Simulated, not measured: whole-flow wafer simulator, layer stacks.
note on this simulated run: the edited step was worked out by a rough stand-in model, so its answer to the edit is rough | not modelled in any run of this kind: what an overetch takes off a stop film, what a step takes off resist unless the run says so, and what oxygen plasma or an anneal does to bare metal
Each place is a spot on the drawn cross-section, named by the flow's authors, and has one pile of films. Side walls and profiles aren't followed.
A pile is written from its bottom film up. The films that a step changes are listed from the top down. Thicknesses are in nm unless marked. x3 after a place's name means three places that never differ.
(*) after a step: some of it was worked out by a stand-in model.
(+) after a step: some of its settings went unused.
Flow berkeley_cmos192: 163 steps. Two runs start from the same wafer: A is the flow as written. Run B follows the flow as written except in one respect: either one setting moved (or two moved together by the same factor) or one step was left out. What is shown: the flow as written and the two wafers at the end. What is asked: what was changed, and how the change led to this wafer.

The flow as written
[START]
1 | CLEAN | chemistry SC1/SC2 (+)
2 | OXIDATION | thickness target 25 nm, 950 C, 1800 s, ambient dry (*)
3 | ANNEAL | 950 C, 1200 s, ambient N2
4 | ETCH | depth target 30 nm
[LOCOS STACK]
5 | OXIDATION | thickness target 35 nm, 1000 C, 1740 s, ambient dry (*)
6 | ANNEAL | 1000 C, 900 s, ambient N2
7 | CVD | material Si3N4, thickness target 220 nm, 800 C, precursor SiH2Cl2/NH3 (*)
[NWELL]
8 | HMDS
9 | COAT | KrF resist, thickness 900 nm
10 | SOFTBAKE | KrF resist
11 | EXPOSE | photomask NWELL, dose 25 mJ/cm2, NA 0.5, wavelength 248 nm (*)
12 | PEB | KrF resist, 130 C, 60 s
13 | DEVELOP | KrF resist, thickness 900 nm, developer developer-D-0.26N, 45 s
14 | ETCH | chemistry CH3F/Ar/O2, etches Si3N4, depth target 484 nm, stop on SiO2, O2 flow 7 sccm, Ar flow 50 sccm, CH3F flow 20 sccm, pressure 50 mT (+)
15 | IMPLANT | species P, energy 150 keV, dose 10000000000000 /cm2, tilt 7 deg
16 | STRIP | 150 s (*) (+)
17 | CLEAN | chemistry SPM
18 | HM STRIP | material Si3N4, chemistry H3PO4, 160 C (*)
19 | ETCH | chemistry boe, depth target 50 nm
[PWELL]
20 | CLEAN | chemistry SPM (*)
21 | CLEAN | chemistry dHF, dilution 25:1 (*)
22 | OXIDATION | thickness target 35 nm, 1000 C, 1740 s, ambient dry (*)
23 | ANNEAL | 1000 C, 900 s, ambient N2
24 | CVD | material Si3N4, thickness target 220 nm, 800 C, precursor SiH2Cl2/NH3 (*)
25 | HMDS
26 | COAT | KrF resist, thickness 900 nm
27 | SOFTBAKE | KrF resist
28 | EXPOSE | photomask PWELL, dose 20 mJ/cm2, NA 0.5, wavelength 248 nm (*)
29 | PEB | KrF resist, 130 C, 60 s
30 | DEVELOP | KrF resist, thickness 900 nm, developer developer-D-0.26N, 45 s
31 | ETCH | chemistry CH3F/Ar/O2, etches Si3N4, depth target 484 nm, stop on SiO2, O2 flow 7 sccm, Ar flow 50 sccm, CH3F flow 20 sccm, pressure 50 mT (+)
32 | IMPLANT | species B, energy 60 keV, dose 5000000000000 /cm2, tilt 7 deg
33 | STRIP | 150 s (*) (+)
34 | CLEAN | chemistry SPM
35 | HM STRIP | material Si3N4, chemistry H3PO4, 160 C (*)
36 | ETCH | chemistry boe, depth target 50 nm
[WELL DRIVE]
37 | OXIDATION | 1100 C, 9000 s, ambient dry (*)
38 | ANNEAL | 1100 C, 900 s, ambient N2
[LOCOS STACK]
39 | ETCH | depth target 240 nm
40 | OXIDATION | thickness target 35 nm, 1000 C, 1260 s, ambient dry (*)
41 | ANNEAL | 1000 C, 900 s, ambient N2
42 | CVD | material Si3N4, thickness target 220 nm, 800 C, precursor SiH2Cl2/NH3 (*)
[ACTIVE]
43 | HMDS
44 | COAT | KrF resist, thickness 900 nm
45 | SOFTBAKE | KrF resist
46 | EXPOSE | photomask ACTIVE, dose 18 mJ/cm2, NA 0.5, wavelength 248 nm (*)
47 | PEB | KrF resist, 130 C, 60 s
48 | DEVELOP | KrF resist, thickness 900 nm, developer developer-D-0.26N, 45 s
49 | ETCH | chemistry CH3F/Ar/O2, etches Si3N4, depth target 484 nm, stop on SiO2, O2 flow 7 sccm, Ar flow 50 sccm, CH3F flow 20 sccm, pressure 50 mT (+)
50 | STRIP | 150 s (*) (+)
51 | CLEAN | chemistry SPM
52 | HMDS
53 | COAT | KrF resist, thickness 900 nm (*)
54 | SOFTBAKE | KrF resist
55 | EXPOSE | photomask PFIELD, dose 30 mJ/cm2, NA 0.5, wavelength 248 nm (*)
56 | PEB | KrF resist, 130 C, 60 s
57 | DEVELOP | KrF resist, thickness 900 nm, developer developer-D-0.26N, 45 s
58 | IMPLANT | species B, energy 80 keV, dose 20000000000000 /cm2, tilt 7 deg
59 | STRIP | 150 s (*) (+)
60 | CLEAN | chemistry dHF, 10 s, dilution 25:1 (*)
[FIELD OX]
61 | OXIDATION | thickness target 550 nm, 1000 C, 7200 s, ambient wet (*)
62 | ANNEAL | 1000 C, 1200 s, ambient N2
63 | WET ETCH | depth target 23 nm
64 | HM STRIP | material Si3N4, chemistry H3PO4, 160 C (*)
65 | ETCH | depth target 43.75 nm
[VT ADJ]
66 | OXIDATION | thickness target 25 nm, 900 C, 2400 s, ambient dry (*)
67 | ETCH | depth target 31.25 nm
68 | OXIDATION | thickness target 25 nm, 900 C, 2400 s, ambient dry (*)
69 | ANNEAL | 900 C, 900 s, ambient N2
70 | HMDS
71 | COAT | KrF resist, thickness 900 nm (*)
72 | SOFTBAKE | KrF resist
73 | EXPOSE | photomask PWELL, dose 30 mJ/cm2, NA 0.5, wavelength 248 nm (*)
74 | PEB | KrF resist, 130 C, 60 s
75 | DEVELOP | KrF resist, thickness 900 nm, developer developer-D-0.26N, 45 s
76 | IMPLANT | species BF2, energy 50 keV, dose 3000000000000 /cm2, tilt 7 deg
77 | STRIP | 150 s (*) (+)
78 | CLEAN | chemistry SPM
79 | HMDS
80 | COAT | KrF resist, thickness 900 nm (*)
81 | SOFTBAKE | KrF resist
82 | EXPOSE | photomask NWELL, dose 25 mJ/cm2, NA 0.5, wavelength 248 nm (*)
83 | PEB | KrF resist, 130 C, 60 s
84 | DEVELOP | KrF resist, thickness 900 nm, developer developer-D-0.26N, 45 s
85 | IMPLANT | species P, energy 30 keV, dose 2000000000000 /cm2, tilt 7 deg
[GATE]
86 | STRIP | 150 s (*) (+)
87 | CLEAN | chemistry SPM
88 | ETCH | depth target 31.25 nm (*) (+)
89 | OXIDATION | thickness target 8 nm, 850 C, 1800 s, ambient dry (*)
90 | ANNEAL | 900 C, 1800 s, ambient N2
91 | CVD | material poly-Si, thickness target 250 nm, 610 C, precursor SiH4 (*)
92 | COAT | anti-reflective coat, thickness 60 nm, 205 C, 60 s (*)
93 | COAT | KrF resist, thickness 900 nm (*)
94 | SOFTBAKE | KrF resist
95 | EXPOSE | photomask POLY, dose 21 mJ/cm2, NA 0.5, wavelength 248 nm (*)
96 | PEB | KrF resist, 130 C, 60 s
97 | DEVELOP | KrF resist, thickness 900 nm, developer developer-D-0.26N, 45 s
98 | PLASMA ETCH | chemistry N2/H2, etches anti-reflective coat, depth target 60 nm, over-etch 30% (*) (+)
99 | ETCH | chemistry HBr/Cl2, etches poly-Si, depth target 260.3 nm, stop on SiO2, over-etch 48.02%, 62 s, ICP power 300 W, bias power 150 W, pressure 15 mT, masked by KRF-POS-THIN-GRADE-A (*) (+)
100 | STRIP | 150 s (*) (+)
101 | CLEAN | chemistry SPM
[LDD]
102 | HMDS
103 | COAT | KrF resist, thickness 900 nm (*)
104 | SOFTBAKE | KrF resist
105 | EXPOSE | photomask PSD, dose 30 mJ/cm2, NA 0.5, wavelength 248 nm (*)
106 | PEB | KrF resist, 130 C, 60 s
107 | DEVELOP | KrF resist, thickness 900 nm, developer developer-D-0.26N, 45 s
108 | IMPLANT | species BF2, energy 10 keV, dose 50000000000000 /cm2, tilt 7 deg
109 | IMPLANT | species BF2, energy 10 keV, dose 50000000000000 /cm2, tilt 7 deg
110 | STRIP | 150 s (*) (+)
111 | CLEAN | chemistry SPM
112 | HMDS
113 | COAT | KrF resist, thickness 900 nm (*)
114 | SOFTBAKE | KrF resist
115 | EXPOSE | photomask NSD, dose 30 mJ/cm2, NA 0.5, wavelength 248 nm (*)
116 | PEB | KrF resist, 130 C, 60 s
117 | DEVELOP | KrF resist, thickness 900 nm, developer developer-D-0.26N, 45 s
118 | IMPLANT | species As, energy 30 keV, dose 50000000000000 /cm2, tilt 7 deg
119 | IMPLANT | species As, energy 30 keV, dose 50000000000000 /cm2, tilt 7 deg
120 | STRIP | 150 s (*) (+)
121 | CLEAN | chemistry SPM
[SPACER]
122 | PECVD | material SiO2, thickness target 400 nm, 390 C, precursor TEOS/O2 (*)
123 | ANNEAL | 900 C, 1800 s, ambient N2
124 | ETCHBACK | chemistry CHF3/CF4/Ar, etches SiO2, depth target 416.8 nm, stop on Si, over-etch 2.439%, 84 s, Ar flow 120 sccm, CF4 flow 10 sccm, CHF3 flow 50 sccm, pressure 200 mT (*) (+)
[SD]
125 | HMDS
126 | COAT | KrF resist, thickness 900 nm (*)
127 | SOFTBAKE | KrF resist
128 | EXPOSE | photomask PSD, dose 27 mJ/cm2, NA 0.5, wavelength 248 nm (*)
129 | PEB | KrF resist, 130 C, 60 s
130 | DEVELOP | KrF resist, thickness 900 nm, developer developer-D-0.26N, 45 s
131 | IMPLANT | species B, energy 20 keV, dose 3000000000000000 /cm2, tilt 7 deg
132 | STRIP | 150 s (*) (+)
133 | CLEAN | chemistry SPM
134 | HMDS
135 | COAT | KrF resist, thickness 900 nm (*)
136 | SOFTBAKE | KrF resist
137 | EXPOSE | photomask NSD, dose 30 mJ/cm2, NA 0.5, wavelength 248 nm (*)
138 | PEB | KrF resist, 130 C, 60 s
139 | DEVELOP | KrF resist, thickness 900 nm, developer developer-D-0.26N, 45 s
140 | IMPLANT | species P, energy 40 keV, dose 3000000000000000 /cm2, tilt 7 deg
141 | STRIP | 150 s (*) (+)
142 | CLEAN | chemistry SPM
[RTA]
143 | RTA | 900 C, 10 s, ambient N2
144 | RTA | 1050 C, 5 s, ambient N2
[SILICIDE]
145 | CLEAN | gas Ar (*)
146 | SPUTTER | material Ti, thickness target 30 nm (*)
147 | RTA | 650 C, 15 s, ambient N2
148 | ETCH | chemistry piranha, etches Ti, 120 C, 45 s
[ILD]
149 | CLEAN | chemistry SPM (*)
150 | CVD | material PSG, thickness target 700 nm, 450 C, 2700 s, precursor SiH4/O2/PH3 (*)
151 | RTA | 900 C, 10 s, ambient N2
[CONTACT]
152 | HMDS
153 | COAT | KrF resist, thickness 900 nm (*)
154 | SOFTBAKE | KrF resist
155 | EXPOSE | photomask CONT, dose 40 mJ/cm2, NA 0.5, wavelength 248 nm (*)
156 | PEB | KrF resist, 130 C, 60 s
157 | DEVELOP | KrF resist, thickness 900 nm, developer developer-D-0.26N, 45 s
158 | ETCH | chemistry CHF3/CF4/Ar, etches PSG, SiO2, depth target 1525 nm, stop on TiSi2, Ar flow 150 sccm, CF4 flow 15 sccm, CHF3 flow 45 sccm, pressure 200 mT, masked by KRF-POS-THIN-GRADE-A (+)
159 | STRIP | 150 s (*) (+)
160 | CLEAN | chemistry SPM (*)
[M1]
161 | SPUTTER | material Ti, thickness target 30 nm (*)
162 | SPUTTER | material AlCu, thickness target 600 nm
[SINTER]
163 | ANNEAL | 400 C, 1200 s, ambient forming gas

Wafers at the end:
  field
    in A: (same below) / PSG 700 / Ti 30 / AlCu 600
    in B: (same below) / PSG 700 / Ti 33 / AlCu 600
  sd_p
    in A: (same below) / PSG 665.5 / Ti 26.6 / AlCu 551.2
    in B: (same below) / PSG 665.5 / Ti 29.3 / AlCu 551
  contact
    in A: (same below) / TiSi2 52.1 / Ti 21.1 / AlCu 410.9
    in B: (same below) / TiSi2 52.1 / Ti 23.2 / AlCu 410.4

Cause: step 161, SPUTTER: thickness target 33 nm was run, though the flow has thickness target 30 nm.
The wafer lets one read it off: field has Ti 33, and step 161 as written asks for 30 nm.

The path from the change to this, step by step:
  161 | SPUTTER | material Ti, thickness target 30 nm (*)
      field, sd_n, spacer_n, gate, spacer_p, gate_p, m1: A Ti gains 30 (new film) | B Ti gains 33 (new film)
      sd_p: A Ti gains 26.6 (new film) | B Ti gains 29.3 (new film)
      (also at 1 further place)
